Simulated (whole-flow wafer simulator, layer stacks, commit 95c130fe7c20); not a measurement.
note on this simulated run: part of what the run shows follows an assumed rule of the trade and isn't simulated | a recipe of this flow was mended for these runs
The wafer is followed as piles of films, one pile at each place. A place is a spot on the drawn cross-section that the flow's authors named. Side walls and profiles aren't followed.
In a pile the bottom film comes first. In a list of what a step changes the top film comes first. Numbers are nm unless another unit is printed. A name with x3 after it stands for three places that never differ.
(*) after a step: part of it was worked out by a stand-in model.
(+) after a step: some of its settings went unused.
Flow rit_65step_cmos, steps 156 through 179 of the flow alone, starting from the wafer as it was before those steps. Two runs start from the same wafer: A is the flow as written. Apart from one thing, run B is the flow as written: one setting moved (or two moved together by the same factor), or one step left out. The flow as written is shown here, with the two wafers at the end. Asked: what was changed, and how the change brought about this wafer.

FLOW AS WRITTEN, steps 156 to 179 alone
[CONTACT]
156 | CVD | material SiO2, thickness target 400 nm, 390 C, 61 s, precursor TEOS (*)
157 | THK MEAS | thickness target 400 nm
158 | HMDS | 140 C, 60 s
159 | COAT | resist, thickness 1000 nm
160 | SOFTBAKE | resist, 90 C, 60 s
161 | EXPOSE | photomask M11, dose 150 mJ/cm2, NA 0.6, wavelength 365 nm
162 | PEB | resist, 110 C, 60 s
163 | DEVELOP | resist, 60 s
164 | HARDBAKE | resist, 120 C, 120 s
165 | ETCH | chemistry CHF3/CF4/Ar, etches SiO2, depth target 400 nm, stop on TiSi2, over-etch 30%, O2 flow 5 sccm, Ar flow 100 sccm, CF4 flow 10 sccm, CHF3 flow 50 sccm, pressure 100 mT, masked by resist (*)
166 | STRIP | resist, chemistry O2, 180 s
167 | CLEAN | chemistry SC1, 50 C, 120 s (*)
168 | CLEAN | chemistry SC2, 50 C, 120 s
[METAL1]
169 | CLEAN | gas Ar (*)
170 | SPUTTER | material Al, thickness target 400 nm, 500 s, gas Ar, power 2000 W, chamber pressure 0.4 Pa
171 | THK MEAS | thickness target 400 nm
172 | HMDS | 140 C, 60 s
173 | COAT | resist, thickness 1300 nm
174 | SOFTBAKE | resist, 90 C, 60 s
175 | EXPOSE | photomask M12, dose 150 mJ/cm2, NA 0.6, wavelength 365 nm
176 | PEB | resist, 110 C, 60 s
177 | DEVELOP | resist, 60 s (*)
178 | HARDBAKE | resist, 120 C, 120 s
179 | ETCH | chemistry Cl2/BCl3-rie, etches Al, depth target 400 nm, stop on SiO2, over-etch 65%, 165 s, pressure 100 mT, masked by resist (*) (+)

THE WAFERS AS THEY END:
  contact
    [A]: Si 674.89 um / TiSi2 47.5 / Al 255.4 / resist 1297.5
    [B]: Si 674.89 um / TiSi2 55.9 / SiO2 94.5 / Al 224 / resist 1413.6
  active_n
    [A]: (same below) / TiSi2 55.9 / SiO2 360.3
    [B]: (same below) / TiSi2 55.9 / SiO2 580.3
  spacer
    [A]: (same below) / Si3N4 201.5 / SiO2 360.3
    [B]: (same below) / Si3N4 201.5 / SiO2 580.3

The reason: step 156, CVD: thickness target 620 nm was run, whereas the flow has thickness target 400 nm; step 156, CVD: 95 s was run, where the flow has 61 s.

The path from the change to this, step by step:
  156 | CVD | material SiO2, thickness target 400 nm, 390 C, 61 s, precursor TEOS (*)
      active_n, active_p, gate_n and 7 more: A SiO2 gains 400 (new film) | B SiO2 gains 620 (new film)
      field, field_pw, field_nw, field_p: A SiO2 gains 400 | B SiO2 gains 620
  165 | ETCH | chemistry CHF3/CF4/Ar, etches SiO2, depth target 400 nm, stop on TiSi2, over-etch 30%, O2 flow 5 sccm, Ar flow 100 sccm, CF4 flow 10 sccm, CHF3 flow 50 sccm, pressure 100 mT, masked by resist (*)
      contact: A SiO2 loses 400 (all of it), TiSi2 loses 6 | B SiO2 loses 520
  169 | CLEAN | gas Ar (*)
      contact: A TiSi2 loses 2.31 | B SiO2 loses 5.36
  170 | SPUTTER | material Al, thickness target 400 nm, 500 s, gas Ar, power 2000 W, chamber pressure 0.4 Pa
      contact: A Al gains 255.4 (new film) | B Al gains 224 (new film)
  173 | COAT | resist, thickness 1300 nm
      contact: A resist gains 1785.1 (new film) | B resist gains 1913.6 (new film)
  176 | PEB | resist, 110 C, 60 s
      contact: A resist loses 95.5 | B resist loses 102.8
  178 | HARDBAKE | resist, 120 C, 120 s
      contact: A resist loses 62.1 | B resist loses 67.2
